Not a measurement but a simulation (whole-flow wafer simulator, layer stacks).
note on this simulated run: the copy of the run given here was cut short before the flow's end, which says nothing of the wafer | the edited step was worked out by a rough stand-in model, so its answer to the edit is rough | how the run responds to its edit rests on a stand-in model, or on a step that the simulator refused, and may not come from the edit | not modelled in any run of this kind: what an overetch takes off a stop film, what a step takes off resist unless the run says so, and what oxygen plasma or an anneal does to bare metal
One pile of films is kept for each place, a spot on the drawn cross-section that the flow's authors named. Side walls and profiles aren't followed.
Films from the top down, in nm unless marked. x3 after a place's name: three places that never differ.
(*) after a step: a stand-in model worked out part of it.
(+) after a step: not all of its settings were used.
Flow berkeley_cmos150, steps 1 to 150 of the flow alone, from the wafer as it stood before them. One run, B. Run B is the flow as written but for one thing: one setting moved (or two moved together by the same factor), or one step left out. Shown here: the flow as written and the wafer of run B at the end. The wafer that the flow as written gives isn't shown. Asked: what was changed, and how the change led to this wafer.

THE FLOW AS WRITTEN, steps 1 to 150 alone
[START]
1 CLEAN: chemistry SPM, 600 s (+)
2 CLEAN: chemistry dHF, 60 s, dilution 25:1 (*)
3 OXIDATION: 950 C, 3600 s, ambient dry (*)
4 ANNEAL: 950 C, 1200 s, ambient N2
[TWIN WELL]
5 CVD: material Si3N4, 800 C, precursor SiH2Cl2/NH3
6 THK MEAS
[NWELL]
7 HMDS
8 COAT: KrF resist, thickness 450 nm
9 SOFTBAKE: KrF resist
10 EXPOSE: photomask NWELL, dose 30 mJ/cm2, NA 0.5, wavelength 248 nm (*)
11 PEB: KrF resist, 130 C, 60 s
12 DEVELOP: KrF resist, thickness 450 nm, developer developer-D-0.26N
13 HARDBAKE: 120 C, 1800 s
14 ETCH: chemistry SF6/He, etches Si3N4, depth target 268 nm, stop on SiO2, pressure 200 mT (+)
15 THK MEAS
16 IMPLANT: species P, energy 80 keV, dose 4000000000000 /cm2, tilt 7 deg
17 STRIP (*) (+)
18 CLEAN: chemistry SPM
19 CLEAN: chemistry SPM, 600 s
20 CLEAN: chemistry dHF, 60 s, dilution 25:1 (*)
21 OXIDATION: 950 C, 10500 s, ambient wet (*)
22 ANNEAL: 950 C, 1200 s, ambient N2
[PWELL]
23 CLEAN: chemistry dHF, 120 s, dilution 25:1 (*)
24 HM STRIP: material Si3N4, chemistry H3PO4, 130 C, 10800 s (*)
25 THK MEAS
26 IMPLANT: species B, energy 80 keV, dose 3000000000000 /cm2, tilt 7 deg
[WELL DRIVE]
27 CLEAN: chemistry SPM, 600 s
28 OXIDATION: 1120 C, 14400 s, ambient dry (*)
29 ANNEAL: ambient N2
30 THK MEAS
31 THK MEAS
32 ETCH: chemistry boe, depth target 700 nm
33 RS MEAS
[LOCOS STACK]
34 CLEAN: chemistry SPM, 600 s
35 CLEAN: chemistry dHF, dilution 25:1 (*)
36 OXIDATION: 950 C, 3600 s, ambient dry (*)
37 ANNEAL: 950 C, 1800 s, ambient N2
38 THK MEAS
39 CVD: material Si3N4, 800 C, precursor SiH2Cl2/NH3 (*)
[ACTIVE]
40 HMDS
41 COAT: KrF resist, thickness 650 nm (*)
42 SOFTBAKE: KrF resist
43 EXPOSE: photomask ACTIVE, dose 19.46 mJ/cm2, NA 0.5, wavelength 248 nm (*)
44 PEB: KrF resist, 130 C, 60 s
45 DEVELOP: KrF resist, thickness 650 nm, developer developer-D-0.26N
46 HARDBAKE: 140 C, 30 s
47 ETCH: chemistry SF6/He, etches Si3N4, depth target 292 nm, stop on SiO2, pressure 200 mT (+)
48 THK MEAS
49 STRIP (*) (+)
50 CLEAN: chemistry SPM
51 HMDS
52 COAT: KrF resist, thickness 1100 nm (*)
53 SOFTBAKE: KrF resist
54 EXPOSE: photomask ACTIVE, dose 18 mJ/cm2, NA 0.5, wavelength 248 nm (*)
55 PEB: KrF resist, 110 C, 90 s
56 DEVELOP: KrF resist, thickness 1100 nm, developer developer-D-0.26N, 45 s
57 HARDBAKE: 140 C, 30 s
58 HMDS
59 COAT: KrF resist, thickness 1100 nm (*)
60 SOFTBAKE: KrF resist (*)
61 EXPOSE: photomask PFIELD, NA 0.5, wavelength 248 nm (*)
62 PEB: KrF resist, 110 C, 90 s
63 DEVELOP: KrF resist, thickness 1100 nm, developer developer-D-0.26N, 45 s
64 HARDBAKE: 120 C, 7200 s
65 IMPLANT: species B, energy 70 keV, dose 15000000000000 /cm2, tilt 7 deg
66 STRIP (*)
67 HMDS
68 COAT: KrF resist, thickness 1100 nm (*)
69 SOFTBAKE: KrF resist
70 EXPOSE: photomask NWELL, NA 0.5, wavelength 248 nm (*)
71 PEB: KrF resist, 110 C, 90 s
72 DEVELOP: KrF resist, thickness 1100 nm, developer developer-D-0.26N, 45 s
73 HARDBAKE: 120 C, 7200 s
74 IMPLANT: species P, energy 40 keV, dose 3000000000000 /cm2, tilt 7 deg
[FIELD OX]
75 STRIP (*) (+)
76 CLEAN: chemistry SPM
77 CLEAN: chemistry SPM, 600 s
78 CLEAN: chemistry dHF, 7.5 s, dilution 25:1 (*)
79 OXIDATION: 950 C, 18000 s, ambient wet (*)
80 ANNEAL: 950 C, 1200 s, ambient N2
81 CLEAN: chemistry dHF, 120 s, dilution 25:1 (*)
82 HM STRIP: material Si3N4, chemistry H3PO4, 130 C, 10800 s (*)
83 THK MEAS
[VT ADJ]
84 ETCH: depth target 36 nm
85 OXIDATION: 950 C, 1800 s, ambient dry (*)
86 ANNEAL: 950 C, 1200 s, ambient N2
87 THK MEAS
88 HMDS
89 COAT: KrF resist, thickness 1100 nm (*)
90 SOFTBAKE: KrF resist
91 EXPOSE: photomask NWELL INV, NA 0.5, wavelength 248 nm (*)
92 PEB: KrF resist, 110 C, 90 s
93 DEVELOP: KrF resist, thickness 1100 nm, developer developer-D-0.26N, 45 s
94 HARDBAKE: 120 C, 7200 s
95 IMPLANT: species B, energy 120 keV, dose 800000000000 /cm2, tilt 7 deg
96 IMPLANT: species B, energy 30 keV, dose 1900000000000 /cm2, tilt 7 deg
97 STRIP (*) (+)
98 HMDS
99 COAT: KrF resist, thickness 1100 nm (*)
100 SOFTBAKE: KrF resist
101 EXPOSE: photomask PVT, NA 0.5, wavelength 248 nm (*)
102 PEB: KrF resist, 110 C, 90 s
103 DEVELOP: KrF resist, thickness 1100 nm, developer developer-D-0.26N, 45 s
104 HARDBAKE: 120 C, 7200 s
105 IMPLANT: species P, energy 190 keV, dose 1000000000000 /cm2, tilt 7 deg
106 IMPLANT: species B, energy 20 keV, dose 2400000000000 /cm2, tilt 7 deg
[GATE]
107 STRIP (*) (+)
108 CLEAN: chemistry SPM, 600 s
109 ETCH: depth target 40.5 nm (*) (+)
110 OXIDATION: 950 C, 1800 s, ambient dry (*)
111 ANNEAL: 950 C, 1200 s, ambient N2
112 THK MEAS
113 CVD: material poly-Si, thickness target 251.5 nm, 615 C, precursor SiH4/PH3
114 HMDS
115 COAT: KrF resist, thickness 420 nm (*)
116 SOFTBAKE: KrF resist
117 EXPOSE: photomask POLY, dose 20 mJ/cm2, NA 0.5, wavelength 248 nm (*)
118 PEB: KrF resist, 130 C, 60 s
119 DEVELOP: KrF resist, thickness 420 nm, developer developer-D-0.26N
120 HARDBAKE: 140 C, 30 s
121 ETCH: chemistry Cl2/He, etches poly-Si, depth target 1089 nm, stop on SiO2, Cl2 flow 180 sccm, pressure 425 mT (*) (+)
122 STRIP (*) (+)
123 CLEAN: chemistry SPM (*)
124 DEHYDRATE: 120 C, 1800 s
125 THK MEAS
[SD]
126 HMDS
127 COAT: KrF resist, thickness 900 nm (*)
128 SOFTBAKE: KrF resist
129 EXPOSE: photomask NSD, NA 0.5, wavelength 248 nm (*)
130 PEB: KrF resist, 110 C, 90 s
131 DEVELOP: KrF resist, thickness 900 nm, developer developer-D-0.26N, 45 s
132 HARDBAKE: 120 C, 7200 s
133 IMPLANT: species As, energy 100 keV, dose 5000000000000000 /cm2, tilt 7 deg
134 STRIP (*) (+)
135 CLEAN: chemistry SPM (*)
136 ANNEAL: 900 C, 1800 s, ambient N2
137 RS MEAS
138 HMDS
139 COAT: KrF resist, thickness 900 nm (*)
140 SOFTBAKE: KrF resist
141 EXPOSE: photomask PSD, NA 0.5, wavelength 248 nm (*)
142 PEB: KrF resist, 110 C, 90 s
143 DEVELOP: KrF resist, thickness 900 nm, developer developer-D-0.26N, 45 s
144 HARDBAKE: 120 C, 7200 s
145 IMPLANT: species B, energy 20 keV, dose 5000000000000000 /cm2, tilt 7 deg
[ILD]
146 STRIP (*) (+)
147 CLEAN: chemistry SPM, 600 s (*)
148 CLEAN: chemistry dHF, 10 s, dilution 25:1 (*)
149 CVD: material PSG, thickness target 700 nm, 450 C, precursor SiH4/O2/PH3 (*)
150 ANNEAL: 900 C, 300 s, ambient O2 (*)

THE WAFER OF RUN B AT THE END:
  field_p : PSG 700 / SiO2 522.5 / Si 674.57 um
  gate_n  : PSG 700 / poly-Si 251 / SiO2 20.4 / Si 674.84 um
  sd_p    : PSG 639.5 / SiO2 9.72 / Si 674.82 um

The cause: step 21, OXIDATION: 760 C was run, where the flow has 950 C.

How the change led to this, step by step:
  21 OXIDATION: 950 C, 10500 s, ambient wet (*)
      field, sd_n, gate_n, contact, m1: SiO2 +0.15 (new film), Si3N4 -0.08, SiO2 +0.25, Si -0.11 (as written it would be: SiO2 +7.45 (new film), Si3N4 -4.11)
      field_p, sd_p, gate_p: SiO2 +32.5, Si -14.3 (as written it would be: SiO2 +461.2, Si -202.9)
  23 CLEAN: chemistry dHF, 120 s, dilution 25:1 (*)
      field, sd_n, gate_n, contact, m1: SiO2 -0.15 (all of it), Si3N4 -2 (as written it would be: SiO2 -7.45 (all of it), Si3N4 -1.36)
  24 HM STRIP: material Si3N4, chemistry H3PO4, 130 C, 10800 s (*)
      field, sd_n, gate_n, contact, m1: Si3N4 -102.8 (all of it), SiO2 -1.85 (as written it would be: Si3N4 -99.4 (all of it), SiO2 -1.87)
  28 OXIDATION: 1120 C, 14400 s, ambient dry (*)
      field_p, sd_p, gate_p: SiO2 +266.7, Si -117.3 (as written it would be: SiO2 +103.6, Si -45.6)
  32 ETCH: chemistry boe, depth target 700 nm
      field_p, sd_p, gate_p: SiO2 -289.9 (all of it) (as written it would be: SiO2 -555.5 (all of it))
  41 COAT: KrF resist, thickness 650 nm (*)
      field_p: KrF resist +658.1 (new film) (as written it would be: KrF resist +715.2 (new film))
      sd_n: KrF resist +647.8 (new film) (as written it would be: KrF resist +633.7 (new film))
      (and at 2 more places)
  45 DEVELOP: KrF resist, thickness 650 nm, developer developer-D-0.26N
      field_p: KrF resist -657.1 (all of it) (as written it would be: KrF resist -714.1 (all of it))
  46 HARDBAKE: 140 C, 30 s
      sd_n: KrF resist -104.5 (as written it would be: KrF resist -102.2)
      sd_p: KrF resist -105.8 (as written it would be: KrF resist -112.2)
      (and at 1 more place)
  49 STRIP (*) (+)
      sd_n: KrF resist -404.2 (all of it) (as written it would be: KrF resist -392.4 (all of it))
      sd_p: KrF resist -410.7 (all of it) (as written it would be: KrF resist -442.9 (all of it))
      (and at 1 more place)
  52 COAT: KrF resist, thickness 1100 nm (*)
      field: KrF resist +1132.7 (new film) (as written it would be: KrF resist +1106.9 (new film))
      field_p: KrF resist +1147 (new film) (as written it would be: KrF resist +1219.5 (new film))
      (and at 2 more places)
  55 PEB: KrF resist, 110 C, 90 s
      field_p: KrF resist -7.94 (as written it would be: KrF resist -8.46)
  56 DEVELOP: KrF resist, thickness 1100 nm, developer developer-D-0.26N, 45 s
      field: KrF resist -1124.8 (all of it) (as written it would be: KrF resist -1099.3 (all of it))
      field_p: KrF resist -1139.1 (all of it) (as written it would be: KrF resist -1211 (all of it))
  57 HARDBAKE: 140 C, 30 s
      sd_p: KrF resist -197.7 (as written it would be: KrF resist -208.8)
      gate_p: KrF resist -198.9 (as written it would be: KrF resist -209.5)
  59 COAT: KrF resist, thickness 1100 nm (*)
      field_p: KrF resist +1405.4 (new film) (as written it would be: KrF resist +1484.3 (new film))
      sd_p: KrF resist +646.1 (as written it would be: KrF resist +671.5)
      (and at 1 more place)
  62 PEB: KrF resist, 110 C, 90 s
      field_p: KrF resist -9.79 (as written it would be: KrF resist -10.4)
  64 HARDBAKE: 120 C, 7200 s
      field_p: KrF resist -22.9 (as written it would be: KrF resist -24.4)
  ... 25 more steps ...
  146 STRIP (*) (+)
      field: KrF resist -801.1 (all of it) (as written it would be: KrF resist -778.1 (all of it))
      field_p: KrF resist -816.5 (all of it) (as written it would be: KrF resist -882.7 (all of it))
